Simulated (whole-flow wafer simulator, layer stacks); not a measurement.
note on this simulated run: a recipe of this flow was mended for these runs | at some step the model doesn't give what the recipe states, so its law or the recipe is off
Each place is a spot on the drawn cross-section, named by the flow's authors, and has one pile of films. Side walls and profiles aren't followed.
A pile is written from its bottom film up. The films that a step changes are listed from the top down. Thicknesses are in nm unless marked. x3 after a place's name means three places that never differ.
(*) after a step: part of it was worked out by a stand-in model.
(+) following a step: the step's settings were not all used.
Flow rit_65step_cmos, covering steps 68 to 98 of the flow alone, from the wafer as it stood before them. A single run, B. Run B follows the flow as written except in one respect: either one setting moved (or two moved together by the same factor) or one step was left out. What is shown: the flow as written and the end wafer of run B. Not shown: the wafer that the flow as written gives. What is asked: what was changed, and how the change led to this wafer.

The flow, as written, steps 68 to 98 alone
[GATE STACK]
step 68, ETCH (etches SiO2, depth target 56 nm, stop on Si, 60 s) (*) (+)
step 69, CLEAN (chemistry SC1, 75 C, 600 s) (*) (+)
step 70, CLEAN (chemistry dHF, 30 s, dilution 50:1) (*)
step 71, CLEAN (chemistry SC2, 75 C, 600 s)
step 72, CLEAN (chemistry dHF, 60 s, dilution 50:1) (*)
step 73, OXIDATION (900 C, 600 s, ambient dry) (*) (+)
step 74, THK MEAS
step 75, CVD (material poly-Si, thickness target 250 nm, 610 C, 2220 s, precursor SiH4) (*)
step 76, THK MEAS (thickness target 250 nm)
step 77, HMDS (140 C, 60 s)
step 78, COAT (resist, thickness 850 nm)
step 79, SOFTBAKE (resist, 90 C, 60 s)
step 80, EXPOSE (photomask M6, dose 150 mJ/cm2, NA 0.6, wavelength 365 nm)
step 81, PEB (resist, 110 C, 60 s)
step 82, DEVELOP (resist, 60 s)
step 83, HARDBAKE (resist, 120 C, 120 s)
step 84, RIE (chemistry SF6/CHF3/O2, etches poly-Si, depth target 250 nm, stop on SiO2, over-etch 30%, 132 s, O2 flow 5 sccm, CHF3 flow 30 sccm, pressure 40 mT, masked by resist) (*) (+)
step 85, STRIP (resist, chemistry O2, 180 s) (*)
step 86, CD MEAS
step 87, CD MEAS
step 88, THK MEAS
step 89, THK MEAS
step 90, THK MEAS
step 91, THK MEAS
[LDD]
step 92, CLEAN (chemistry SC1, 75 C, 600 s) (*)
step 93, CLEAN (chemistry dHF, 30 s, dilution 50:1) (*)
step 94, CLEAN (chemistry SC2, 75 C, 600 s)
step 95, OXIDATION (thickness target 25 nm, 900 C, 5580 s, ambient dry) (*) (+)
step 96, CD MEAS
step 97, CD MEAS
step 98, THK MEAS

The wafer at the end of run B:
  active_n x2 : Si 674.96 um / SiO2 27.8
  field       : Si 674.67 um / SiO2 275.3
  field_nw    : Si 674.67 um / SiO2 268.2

Cause: step 84, RIE: depth target 182 nm was run, while the flow as written has depth target 250 nm; step 84, RIE: 96 s was run, where the flow has 132 s.

The path from the change to this, step by step:
  step 84, RIE (chemistry SF6/CHF3/O2, etches poly-Si, depth target 250 nm, stop on SiO2, over-etch 30%, 132 s, O2 flow 5 sccm, CHF3 flow 30 sccm, pressure 40 mT, masked by resist) (*) (+)
      field, field_pw, field_nw and 9 more: -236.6 poly-Si (as written it would have been: -250 poly-Si (all of it), -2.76 SiO2)
      gate_n, gate_p: -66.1 resist (as written it would have been: -90.8 resist)
  step 85, STRIP (resist, chemistry O2, 180 s) (*)
      field, field_pw, field_nw and 9 more: +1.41 chemical SiO2 (new film), -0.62 poly-Si (as written it would have been: nothing)
      gate_n, gate_p: +1.34 chemical SiO2 (new film), -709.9 resist (all of it), -0.59 poly-Si (as written it would have been: +1.34 chemical SiO2 (new film), -685.2 resist (all of it), -0.59 poly-Si)
  step 92, CLEAN (chemistry SC1, 75 C, 600 s) (*)
      field, field_pw, field_nw and 9 more: -0.81 chemical SiO2, -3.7 poly-Si (as written it would have been: -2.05 SiO2)
  step 93, CLEAN (chemistry dHF, 30 s, dilution 50:1) (*)
      active_n x2, spacer, spacer_p, sd_n, sd_p, contact, m1: -0.6 chemical SiO2 (all of it) (as written it would have been: -2.36 SiO2 (all of it))
      field, field_pw, field_nw, field_p: -0.6 chemical SiO2 (all of it) (as written it would have been: -2.78 SiO2)
  step 95, OXIDATION (thickness target 25 nm, 900 C, 5580 s, ambient dry) (*) (+)
      active_n x2, spacer, spacer_p, sd_n, sd_p, contact, m1: -0.4 chemical SiO2 (all of it), -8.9 poly-Si (all of it), +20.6 SiO2 (as written it would have been: +26.5 SiO2 (new film), -0.4 chemical SiO2 (all of it), -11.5 Si)
      field, field_pw: -0.4 chemical SiO2 (all of it), -8.9 poly-Si (all of it), +20.6 SiO2 (as written it would have been: +6.43 SiO2, -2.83 Si)
      (as well as at 2 more places)
